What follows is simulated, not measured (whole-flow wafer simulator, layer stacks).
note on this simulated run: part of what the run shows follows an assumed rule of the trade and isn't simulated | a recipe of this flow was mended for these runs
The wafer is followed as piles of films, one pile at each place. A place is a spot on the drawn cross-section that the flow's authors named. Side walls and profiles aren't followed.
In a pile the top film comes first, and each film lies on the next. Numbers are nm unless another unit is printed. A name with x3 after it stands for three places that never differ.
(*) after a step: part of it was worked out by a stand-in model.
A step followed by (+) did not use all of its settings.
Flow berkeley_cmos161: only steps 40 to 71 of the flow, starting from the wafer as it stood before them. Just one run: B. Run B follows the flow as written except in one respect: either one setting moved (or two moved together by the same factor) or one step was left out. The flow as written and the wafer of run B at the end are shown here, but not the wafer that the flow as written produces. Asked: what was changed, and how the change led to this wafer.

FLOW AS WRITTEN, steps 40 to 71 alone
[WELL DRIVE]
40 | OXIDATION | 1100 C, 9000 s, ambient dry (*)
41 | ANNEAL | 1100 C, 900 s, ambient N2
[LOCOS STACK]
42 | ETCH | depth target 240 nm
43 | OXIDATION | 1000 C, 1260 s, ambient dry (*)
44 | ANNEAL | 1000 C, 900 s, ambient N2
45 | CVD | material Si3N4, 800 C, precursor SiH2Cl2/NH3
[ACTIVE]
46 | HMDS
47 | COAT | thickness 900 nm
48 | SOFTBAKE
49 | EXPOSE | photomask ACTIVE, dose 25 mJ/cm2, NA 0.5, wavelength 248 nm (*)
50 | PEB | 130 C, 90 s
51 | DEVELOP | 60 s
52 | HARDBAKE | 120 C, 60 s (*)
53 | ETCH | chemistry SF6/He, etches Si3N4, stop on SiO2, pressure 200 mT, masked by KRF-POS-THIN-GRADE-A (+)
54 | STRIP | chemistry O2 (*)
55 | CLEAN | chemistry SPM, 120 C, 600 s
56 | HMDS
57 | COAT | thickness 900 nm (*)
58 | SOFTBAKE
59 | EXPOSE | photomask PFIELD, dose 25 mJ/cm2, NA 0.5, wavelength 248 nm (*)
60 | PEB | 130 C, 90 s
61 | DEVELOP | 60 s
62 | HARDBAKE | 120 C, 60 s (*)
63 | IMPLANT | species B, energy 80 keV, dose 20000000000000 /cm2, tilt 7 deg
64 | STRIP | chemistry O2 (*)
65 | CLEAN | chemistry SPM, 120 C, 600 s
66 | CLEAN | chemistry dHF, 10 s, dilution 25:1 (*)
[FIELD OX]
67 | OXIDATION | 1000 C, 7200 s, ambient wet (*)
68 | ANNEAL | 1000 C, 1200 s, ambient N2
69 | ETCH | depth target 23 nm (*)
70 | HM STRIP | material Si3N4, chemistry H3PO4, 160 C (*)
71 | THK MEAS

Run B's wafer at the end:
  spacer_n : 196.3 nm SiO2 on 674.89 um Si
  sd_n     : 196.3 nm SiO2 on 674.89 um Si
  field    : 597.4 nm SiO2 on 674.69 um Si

The reason: step 42, ETCH: depth target 240 nm, was skipped.

Step by step, how the change led to this:
  43 | OXIDATION | 1000 C, 1260 s, ambient dry (*)
      field, sd_n, spacer_n and 6 more: SiO2 gains 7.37, Si loses 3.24 (it would be, as written: SiO2 gains 26.6 (new film), Si loses 11.7)
  67 | OXIDATION | 1000 C, 7200 s, ambient wet (*)
      sd_n, sd_p: SiO2 gains 12.1 (new film), Si3N4 loses 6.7 (it would be, as written: SiO2 gains 12.1 (new film), Si3N4 loses 6.7, SiO2 gains 0.25, Si loses 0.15)
      field: SiO2 gains 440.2, Si loses 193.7 (it would be, as written: SiO2 gains 545.5, Si loses 240)
